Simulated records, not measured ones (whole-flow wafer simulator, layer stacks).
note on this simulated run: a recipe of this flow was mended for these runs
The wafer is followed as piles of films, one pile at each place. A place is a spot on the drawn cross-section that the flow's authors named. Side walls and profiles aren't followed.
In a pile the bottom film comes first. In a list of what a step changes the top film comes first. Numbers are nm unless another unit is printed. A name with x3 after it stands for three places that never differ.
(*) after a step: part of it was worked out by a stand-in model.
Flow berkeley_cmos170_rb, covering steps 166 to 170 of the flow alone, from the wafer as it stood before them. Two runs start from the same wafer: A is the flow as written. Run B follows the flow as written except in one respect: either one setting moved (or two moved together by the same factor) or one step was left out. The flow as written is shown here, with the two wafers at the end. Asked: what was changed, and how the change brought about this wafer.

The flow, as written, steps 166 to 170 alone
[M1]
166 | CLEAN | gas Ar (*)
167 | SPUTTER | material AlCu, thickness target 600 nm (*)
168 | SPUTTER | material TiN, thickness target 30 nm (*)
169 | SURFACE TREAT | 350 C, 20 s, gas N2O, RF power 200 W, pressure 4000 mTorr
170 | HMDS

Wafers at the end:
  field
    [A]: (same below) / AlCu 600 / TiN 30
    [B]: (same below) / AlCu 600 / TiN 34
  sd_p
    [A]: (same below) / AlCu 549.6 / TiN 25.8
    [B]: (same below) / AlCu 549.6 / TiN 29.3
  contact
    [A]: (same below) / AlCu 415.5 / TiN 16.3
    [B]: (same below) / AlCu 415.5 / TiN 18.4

Cause: step 168, SPUTTER: thickness target 34 nm was run, whereas the flow has thickness target 30 nm.
One can read it off the wafer: field has TiN 34, and step 168 as written asks for 30 nm.

The path from the change to this, step by step:
  168 | SPUTTER | material TiN, thickness target 30 nm (*)
      field, sd_n, spacer_n, gate, spacer_p, gate_p, m1: A TiN gains 30 (new film) | B TiN gains 34 (new film)
      sd_p: A TiN gains 25.8 (new film) | B TiN gains 29.3 (new film)
      (and at 1 other place as well)
